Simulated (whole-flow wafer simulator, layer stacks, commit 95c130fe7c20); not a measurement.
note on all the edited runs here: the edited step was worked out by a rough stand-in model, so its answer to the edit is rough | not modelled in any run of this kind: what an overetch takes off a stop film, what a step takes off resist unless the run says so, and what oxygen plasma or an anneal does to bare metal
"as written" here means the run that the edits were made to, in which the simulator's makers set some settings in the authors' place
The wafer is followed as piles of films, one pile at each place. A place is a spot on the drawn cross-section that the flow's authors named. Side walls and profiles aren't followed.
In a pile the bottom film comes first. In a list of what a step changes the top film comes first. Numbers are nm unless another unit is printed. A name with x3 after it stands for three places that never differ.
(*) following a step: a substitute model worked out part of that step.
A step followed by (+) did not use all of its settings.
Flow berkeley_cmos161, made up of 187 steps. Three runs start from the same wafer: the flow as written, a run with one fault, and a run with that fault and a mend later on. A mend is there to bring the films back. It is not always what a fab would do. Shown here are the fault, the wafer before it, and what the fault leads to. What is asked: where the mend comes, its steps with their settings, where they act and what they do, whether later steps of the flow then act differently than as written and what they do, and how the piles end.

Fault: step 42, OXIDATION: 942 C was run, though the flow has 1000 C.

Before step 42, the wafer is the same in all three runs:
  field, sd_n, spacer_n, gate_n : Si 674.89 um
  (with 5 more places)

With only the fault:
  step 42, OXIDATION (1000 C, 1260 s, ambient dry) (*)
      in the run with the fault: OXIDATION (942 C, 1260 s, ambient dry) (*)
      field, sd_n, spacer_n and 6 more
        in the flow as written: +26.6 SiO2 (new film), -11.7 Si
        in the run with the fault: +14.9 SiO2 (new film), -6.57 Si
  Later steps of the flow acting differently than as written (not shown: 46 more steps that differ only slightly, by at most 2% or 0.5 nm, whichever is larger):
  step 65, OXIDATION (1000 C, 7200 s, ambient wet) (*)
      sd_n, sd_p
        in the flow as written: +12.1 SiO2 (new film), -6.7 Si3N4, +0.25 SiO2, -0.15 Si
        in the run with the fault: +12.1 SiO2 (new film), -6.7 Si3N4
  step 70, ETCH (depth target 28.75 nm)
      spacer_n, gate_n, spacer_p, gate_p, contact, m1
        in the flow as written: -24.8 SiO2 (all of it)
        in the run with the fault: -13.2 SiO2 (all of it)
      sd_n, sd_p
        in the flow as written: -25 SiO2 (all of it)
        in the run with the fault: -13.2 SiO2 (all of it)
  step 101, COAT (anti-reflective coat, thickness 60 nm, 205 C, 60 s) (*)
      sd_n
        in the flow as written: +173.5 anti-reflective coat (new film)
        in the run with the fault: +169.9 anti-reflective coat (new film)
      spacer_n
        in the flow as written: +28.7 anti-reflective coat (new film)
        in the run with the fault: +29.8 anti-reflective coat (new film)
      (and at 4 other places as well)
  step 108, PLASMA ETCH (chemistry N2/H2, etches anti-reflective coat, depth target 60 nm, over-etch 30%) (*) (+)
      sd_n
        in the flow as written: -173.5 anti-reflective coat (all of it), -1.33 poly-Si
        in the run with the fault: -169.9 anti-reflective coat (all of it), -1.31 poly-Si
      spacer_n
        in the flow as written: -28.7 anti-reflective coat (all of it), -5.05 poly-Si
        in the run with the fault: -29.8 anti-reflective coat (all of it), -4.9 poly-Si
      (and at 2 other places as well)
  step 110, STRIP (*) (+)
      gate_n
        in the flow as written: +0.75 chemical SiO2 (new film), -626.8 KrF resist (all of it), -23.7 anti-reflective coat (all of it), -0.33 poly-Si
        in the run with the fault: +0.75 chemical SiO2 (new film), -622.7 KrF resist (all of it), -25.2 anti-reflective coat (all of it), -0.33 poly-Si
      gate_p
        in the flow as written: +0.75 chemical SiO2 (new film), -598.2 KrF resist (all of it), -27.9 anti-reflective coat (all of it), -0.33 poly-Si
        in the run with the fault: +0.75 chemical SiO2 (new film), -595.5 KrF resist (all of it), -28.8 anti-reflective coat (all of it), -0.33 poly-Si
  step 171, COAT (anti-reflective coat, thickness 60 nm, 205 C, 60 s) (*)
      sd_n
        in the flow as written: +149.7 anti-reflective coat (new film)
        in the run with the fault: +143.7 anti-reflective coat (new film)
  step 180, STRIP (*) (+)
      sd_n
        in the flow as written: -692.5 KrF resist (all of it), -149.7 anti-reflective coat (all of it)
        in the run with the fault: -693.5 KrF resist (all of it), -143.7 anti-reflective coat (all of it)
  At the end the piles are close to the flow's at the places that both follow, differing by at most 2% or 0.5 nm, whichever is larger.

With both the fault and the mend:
  The mend stands after step 43.
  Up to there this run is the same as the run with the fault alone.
  step 43a, OXIDATION (1000 C, 698 s, ambient dry) (*) (the flow's step 42, run once more with other settings)
      field, sd_n, spacer_n and 6 more
        +11.6 SiO2, -5.1 Si
  Later steps of the flow that are run all act as written at every place that is followed, up to a difference of at most 2% or 0.5 nm, whichever is larger.
  The piles end the same as the flow's at every place that both follow.
